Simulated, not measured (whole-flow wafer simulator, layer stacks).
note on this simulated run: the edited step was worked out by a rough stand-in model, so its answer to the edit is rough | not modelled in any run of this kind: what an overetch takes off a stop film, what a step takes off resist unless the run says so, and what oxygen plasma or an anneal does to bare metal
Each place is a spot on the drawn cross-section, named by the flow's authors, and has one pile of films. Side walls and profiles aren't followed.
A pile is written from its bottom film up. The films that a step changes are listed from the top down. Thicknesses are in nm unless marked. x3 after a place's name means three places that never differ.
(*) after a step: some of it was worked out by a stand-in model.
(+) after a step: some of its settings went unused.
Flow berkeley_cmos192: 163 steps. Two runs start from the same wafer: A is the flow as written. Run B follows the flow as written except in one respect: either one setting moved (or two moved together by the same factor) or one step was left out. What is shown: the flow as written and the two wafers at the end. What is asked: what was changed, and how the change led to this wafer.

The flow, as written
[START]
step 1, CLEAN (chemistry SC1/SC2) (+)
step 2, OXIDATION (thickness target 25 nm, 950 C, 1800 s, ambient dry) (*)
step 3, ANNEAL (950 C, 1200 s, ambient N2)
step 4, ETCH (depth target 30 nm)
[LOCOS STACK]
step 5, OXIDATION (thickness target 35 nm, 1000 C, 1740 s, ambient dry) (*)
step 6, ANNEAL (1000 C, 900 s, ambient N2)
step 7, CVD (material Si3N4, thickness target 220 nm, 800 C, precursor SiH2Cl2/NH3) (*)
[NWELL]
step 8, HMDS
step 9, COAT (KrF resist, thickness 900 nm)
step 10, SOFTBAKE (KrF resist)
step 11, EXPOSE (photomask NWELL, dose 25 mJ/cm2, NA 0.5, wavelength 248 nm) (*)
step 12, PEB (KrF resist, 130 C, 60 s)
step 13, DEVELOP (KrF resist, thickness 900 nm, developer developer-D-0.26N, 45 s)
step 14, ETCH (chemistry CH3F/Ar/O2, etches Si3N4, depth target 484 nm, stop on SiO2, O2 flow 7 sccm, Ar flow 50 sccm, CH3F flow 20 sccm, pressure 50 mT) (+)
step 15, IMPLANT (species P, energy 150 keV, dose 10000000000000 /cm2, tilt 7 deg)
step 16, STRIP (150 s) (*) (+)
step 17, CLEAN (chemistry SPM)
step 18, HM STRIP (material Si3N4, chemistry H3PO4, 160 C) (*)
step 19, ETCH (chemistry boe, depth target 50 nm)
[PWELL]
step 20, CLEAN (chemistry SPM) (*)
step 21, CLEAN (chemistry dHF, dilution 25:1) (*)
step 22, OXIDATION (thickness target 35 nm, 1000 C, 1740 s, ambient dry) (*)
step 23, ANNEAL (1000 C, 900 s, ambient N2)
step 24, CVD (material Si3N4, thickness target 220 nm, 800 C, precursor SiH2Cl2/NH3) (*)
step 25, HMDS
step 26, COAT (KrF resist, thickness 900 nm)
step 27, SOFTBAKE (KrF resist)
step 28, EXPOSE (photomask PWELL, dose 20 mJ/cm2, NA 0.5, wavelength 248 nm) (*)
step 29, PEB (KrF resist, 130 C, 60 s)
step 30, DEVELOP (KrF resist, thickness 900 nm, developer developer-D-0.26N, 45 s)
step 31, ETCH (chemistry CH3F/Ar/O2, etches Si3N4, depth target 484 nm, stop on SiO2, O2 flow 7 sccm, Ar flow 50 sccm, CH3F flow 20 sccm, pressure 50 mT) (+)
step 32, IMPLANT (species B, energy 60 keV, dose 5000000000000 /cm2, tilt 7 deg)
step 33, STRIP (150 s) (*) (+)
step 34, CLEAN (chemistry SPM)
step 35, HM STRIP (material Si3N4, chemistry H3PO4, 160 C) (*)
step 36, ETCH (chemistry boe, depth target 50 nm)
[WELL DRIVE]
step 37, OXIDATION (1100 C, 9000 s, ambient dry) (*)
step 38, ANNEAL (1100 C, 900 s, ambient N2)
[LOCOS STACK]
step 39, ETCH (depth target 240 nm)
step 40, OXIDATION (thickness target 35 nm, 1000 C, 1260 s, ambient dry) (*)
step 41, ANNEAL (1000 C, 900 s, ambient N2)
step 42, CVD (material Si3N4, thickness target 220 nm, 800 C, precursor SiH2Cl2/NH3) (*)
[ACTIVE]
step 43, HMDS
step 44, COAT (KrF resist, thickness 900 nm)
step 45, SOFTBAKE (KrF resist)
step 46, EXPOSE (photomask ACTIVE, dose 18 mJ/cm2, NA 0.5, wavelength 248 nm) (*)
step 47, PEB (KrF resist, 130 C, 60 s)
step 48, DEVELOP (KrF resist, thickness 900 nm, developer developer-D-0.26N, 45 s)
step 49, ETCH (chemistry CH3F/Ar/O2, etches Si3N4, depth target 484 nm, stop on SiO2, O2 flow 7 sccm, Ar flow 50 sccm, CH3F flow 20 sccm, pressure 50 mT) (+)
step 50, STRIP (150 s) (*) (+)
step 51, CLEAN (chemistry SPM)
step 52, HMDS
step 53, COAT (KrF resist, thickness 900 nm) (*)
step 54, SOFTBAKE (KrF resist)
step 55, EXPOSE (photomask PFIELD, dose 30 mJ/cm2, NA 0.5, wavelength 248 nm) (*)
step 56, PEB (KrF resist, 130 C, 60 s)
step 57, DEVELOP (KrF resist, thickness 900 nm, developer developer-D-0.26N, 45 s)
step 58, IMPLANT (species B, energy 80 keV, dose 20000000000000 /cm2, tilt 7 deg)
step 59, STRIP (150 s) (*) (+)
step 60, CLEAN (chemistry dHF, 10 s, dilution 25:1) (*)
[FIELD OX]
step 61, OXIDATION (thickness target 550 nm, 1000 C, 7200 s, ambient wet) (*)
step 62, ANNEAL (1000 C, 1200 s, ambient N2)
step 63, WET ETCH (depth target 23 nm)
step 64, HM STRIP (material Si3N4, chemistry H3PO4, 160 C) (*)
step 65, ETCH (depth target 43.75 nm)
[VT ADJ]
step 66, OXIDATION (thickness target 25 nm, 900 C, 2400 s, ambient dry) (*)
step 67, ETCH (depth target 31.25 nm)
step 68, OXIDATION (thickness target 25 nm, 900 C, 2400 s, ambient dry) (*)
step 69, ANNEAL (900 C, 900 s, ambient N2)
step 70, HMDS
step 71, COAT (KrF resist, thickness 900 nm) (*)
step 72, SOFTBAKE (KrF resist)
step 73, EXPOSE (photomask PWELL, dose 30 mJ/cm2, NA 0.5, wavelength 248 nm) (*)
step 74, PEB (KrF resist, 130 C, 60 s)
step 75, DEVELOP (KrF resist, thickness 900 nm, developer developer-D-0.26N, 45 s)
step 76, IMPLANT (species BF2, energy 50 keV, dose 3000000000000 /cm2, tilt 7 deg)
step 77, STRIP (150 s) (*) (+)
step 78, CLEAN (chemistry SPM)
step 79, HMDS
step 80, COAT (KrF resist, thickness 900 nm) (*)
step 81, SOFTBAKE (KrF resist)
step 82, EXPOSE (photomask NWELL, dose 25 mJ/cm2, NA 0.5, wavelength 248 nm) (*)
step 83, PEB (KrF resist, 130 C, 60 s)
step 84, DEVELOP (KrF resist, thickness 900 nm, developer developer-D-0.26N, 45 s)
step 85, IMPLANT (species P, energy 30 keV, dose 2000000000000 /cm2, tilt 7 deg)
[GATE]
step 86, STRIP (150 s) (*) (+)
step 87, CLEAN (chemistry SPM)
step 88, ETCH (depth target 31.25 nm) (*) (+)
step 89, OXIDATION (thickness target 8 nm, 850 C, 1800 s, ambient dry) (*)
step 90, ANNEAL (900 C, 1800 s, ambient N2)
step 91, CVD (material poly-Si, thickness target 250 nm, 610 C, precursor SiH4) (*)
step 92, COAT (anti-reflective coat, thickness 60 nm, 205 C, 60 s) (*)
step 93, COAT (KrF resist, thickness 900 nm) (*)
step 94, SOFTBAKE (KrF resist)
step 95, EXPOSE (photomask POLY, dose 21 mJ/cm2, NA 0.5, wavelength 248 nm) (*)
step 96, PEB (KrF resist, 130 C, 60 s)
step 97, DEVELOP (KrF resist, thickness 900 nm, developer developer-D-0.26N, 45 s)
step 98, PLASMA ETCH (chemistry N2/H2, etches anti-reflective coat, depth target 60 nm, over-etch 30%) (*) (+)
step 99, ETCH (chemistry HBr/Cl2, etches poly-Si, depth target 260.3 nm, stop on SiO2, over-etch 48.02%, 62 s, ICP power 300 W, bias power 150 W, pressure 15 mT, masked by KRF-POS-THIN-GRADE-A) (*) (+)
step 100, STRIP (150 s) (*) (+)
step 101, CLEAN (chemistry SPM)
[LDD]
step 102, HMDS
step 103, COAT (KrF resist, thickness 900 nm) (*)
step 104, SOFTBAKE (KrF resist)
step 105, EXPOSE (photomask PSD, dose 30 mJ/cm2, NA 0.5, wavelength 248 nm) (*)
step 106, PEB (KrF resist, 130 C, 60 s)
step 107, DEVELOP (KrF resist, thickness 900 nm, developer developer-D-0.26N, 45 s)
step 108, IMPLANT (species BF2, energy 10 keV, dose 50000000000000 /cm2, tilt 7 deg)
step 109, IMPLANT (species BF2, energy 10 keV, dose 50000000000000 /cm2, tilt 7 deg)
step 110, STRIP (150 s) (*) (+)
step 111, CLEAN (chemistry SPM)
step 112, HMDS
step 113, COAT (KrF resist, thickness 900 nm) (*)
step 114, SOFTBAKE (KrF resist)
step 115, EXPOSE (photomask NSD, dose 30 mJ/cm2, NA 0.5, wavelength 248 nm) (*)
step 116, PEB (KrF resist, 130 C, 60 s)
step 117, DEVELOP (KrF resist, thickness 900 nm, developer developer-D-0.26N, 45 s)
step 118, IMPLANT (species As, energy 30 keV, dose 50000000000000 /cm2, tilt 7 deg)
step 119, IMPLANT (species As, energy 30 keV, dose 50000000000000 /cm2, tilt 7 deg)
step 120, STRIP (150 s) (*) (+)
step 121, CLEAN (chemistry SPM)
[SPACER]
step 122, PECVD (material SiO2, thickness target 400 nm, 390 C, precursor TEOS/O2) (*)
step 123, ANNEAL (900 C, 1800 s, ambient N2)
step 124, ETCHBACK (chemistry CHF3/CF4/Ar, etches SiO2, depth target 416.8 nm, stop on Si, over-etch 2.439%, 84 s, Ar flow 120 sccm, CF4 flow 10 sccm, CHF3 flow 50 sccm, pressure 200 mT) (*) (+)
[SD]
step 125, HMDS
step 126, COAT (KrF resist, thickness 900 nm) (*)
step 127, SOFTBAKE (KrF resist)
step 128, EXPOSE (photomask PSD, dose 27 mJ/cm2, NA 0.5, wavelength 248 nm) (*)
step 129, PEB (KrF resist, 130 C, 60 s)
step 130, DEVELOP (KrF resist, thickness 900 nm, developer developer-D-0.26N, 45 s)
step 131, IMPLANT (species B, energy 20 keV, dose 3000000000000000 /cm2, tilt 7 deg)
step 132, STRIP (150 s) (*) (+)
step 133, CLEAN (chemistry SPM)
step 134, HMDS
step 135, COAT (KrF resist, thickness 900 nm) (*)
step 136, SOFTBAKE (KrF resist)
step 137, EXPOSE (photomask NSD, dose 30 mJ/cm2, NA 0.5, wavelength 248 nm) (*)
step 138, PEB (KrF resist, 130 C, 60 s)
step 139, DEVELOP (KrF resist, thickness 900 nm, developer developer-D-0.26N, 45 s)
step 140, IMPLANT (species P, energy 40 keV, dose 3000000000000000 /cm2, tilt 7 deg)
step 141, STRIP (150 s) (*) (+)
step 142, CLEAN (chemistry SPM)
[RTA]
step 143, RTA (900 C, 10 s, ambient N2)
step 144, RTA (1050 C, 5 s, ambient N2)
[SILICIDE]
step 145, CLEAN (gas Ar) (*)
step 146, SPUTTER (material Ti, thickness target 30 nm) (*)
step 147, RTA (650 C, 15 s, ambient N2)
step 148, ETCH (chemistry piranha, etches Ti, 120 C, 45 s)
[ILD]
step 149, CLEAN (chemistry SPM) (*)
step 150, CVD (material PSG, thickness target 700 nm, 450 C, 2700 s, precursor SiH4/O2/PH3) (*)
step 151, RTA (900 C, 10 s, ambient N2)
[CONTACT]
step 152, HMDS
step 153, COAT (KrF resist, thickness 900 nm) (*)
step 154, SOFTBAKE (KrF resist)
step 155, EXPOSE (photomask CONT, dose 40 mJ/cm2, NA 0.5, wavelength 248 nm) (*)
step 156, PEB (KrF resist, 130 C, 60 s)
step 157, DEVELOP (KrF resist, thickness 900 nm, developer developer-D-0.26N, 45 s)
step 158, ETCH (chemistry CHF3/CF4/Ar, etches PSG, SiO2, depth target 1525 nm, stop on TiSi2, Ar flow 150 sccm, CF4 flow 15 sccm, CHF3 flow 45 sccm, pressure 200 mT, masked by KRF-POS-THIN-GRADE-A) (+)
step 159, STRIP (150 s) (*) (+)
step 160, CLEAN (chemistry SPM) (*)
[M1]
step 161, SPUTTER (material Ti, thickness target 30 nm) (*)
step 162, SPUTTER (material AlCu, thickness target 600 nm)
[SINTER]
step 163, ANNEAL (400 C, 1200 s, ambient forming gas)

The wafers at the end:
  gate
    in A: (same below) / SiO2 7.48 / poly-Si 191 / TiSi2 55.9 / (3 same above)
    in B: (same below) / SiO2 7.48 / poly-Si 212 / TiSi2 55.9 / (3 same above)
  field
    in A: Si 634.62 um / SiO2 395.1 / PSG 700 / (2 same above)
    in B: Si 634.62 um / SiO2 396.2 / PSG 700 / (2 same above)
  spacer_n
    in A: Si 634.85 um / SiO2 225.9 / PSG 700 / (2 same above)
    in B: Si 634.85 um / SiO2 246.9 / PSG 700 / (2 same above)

The reason: step 91, CVD: thickness target 271 nm was run, though the flow has thickness target 250 nm.

Step by step, how the change led to this:
  step 91, CVD (material poly-Si, thickness target 250 nm, 610 C, precursor SiH4) (*)
      field, sd_n, spacer_n and 6 more: A poly-Si gains 250 (new film) | B poly-Si gains 271 (new film)
  step 99, ETCH (chemistry HBr/Cl2, etches poly-Si, depth target 260.3 nm, stop on SiO2, over-etch 48.02%, 62 s, ICP power 300 W, bias power 150 W, pressure 15 mT, masked by KRF-POS-THIN-GRADE-A) (*) (+)
      spacer_n, spacer_p: A poly-Si loses 245.8 (all of it), SiO2 loses 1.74 | B poly-Si loses 266.7 (all of it), SiO2 loses 0.59
      field: A poly-Si loses 245.8 (all of it), SiO2 loses 1.74 | B poly-Si loses 266.8 (all of it), SiO2 loses 0.59
      (and at 4 other places as well)
  step 103, COAT (KrF resist, thickness 900 nm) (*)
      gate: A KrF resist gains 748 (new film) | B KrF resist gains 730.8 (new film)
      gate_p: A KrF resist gains 744.1 (new film) | B KrF resist gains 726.9 (new film)
  step 107, DEVELOP (KrF resist, thickness 900 nm, developer developer-D-0.26N, 45 s)
      gate_p: A KrF resist loses 742.9 (all of it) | B KrF resist loses 725.8 (all of it)
  step 110, STRIP (150 s) (*) (+)
      gate: A KrF resist loses 732.7 (all of it), chemical SiO2 gains 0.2, poly-Si loses 0.09 | B KrF resist loses 715.5 (all of it), chemical SiO2 gains 0.2, poly-Si loses 0.09
  step 113, COAT (KrF resist, thickness 900 nm) (*)
      gate: A KrF resist gains 747.9 (new film) | B KrF resist gains 730.7 (new film)
      gate_p: A KrF resist gains 743.9 (new film) | B KrF resist gains 726.8 (new film)
  step 117, DEVELOP (KrF resist, thickness 900 nm, developer developer-D-0.26N, 45 s)
      gate: A KrF resist loses 746.8 (all of it) | B KrF resist loses 729.6 (all of it)
  step 120, STRIP (150 s) (*) (+)
      gate_p: A KrF resist loses 728.6 (all of it), chemical SiO2 gains 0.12, poly-Si loses 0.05 | B KrF resist loses 711.5 (all of it), chemical SiO2 gains 0.12, poly-Si loses 0.05
  step 124, ETCHBACK (chemistry CHF3/CF4/Ar, etches SiO2, depth target 416.8 nm, stop on Si, over-etch 2.439%, 84 s, Ar flow 120 sccm, CF4 flow 10 sccm, CHF3 flow 50 sccm, pressure 200 mT) (*) (+)
      spacer_n: A SiO2 loses 160 | B SiO2 loses 140.1
      spacer_p: A SiO2 loses 159.9 | B SiO2 loses 140.1
